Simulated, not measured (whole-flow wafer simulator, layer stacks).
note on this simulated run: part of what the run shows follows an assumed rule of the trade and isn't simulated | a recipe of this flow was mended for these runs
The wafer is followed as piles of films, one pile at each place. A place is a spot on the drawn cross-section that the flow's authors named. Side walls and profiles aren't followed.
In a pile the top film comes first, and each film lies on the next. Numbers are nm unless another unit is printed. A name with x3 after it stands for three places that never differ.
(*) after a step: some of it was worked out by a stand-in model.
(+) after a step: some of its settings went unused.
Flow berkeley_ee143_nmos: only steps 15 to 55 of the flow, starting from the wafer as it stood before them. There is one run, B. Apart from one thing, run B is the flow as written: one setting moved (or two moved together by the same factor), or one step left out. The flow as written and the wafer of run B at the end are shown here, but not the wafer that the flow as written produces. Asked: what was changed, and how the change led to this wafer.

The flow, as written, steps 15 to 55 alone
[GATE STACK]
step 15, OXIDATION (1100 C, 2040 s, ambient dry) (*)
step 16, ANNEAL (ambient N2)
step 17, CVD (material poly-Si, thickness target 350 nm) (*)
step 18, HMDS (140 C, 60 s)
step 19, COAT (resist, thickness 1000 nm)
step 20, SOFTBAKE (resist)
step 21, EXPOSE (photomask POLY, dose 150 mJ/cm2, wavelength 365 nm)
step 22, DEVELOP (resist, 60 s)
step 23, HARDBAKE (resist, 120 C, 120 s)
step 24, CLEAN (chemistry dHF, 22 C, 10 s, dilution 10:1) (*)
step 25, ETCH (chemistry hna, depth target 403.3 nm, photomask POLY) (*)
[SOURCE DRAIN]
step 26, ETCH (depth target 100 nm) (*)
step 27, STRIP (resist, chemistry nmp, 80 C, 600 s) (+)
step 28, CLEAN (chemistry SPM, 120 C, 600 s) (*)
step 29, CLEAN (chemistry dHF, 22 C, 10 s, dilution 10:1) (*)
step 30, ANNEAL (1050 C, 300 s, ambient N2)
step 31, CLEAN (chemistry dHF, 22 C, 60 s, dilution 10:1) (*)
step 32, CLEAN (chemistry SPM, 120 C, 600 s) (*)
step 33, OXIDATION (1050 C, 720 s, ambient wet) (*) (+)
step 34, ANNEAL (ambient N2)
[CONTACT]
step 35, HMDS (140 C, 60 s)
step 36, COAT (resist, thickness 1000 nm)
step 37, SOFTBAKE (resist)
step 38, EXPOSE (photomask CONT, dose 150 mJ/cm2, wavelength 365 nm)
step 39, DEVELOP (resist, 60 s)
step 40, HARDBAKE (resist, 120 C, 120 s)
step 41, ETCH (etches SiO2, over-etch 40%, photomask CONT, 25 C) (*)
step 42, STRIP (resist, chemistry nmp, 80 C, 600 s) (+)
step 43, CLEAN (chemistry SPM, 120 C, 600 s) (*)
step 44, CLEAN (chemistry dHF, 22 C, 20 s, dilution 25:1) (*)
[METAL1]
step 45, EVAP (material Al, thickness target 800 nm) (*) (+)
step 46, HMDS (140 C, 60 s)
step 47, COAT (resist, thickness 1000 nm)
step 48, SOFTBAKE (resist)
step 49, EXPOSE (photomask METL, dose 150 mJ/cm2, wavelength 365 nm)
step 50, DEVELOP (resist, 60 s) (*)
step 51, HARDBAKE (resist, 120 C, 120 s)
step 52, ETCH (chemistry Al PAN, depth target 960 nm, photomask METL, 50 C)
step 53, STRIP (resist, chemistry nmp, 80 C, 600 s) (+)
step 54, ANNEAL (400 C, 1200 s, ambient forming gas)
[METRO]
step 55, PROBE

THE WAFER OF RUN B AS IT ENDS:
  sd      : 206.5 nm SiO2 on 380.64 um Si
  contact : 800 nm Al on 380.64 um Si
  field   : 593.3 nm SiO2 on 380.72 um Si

What caused this: step 26, ETCH: depth target 100 nm (*), was omitted.

Step by step, how the change led to this:
  step 28, CLEAN (chemistry SPM, 120 C, 600 s) (*)
      sd, contact: nothing (it would be, as written: chemical SiO2 gains 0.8 (new film), Si loses 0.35)
  step 29, CLEAN (chemistry dHF, 22 C, 10 s, dilution 10:1) (*)
      sd, contact: SiO2 loses 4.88 (it would be, as written: chemical SiO2 loses 0.8 (all of it))
  step 31, CLEAN (chemistry dHF, 22 C, 60 s, dilution 10:1) (*)
      sd, contact: SiO2 loses 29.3 (it would be, as written: nothing)
  step 32, CLEAN (chemistry SPM, 120 C, 600 s) (*)
      sd, contact: nothing (it would be, as written: chemical SiO2 gains 0.8 (new film), Si loses 0.35)
  step 33, OXIDATION (1050 C, 720 s, ambient wet) (*) (+)
      sd, contact: SiO2 gains 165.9, Si loses 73 (it would be, as written: SiO2 gains 189.4 (new film), chemical SiO2 loses 0.8 (all of it), Si loses 83)
      field: SiO2 gains 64, Si loses 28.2 (it would be, as written: SiO2 gains 73.9, Si loses 32.5)
  step 36, COAT (resist, thickness 1000 nm)
      gate: resist gains 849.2 (new film) (it would be, as written: resist gains 822.5 (new film))
      field: resist gains 801.6 (new film) (it would be, as written: resist gains 850.4 (new film))
  step 40, HARDBAKE (resist, 120 C, 120 s)
      gate: resist loses 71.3 (it would be, as written: resist loses 69)
      field: resist loses 67.1 (it would be, as written: resist loses 71.4)
  step 41, ETCH (etches SiO2, over-etch 40%, photomask CONT, 25 C) (*)
      contact: SiO2 loses 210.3 (all of it) (it would be, as written: SiO2 loses 189.4 (all of it))
  step 42, STRIP (resist, chemistry nmp, 80 C, 600 s) (+)
      gate: resist loses 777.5 (all of it) (it would be, as written: resist loses 753.2 (all of it))
      field: resist loses 734.1 (all of it) (it would be, as written: resist loses 778.6 (all of it))
  step 47, COAT (resist, thickness 1000 nm)
      gate: resist gains 861.3 (new film) (it would be, as written: resist gains 834.7 (new film))
      field: resist gains 805.2 (new film) (it would be, as written: resist gains 854.5 (new film))
  step 50, DEVELOP (resist, 60 s) (*)
      gate: resist loses 861.3 (all of it), Al loses 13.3 (it would be, as written: resist loses 834.7 (all of it), Al loses 13.3)
      field: resist loses 805.2 (all of it), Al loses 13.3 (it would be, as written: resist loses 854.5 (all of it), Al loses 13.3)
